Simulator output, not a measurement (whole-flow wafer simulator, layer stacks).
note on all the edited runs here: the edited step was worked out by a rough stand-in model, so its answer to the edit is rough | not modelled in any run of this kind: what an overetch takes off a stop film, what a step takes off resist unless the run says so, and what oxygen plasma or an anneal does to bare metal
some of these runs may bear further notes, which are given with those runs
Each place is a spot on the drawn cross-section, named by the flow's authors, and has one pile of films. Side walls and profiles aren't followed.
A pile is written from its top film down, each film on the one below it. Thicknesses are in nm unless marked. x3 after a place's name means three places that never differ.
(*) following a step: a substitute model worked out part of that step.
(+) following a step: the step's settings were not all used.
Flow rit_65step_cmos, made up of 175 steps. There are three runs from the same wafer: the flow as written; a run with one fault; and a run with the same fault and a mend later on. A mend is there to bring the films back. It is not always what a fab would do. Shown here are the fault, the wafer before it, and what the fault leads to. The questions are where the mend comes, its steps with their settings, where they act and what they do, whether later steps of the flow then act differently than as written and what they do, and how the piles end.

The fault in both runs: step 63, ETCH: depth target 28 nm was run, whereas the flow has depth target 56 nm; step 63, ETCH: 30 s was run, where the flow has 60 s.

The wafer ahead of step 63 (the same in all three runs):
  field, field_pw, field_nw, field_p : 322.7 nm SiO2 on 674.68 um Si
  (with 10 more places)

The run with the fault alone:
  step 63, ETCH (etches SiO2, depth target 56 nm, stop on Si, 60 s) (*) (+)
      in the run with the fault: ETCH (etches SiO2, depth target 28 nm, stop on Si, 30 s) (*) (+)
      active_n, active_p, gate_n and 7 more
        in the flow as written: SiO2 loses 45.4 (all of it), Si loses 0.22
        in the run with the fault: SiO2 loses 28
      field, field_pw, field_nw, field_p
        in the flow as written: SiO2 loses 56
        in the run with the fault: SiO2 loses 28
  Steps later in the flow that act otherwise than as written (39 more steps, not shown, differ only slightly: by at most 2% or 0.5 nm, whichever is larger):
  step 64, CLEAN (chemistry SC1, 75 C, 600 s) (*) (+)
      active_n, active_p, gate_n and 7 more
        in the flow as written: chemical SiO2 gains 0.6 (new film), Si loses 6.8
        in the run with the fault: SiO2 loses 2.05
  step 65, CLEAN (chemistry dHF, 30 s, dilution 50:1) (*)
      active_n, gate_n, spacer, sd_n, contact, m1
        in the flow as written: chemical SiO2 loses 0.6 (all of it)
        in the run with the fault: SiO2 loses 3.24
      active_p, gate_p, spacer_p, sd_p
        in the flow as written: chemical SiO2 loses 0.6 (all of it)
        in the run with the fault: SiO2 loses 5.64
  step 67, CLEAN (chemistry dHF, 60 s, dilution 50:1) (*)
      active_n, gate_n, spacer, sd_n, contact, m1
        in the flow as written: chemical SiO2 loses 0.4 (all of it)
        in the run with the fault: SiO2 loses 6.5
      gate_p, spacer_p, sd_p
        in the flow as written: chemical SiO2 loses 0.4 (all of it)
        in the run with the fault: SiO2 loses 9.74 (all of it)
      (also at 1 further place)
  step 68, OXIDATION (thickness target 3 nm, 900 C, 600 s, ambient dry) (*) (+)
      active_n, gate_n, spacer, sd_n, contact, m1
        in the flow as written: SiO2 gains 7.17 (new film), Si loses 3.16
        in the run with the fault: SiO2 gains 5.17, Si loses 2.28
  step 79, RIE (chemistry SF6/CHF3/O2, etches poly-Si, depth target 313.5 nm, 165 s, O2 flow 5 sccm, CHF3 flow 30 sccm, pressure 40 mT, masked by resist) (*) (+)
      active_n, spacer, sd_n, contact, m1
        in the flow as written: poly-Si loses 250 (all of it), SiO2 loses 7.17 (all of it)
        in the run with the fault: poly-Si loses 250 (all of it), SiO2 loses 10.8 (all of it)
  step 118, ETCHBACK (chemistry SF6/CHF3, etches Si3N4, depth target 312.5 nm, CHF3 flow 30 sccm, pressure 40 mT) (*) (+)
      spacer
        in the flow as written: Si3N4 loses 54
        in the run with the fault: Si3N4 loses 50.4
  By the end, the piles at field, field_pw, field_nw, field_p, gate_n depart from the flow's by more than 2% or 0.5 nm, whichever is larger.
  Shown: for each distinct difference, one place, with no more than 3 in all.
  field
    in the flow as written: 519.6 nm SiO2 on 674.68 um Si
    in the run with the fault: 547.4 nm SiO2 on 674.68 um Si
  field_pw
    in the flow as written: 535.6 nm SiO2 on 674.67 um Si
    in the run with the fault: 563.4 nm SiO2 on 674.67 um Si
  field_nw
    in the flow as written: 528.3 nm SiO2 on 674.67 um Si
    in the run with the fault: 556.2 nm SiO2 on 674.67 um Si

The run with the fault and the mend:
  The mend follows step 63.
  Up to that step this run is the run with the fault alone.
  step 63a, ETCH (etches SiO2, depth target 28 nm, stop on Si, 30 s) (*) (+) (a further turn of the flow's step 63, with different settings)
      active_n, active_p, gate_n and 7 more
        SiO2 loses 17.4 (all of it)
      field, field_pw, field_nw, field_p
        SiO2 loses 28
  None of the later steps of the flow differs from how it acts as written, at any place that is followed, by more than 2% or 0.5 nm, whichever is larger.
  The piles end only slightly different from the flow's at the places that both follow, by no more than 2% or 0.5 nm, whichever is larger.
